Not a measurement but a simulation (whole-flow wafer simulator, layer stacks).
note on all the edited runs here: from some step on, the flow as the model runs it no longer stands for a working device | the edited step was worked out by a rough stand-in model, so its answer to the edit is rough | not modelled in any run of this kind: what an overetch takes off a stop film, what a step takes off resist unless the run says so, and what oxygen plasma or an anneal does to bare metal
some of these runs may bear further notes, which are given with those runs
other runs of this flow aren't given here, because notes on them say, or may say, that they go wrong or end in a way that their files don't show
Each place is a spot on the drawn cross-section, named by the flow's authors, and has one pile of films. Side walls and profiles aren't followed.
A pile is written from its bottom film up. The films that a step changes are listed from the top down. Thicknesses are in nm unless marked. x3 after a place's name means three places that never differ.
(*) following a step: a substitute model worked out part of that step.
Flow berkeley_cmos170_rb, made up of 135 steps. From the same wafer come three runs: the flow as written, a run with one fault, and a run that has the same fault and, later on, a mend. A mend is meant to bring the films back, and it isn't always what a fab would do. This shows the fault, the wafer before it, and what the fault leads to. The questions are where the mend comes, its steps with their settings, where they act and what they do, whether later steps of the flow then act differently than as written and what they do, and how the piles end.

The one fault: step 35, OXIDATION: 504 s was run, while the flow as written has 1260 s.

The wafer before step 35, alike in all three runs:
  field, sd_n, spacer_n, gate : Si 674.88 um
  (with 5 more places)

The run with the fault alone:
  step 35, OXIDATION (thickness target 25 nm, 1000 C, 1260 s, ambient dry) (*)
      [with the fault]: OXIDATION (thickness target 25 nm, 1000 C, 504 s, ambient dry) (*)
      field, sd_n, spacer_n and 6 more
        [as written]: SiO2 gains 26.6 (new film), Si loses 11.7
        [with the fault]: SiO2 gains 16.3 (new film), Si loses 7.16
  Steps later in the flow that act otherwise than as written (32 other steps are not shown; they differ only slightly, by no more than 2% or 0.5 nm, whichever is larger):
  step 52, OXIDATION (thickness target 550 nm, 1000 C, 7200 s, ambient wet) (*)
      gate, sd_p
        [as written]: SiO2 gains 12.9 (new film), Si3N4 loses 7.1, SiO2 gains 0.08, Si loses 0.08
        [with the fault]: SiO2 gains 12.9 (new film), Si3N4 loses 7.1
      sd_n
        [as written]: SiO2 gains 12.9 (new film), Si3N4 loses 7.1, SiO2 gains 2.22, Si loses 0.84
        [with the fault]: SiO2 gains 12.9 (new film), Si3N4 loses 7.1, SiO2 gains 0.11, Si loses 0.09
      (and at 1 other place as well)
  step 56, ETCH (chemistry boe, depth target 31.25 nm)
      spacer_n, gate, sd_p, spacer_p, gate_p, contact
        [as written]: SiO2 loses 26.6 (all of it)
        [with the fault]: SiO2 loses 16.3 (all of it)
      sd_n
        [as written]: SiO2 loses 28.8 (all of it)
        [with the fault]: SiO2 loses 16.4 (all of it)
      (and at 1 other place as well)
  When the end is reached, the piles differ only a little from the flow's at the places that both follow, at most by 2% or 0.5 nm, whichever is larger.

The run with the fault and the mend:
  The mend follows step 35.
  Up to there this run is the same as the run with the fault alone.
  step 35a, OXIDATION (thickness target 25 nm, 1000 C, 756 s, ambient dry) (*) (the flow's step 35, run once more with other settings)
      field, sd_n, spacer_n and 6 more
        SiO2 gains 10.3, Si loses 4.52
  Later steps of the flow that are run all act as written at every place that is followed.
  The piles end the same as the flow's at every place that both follow.
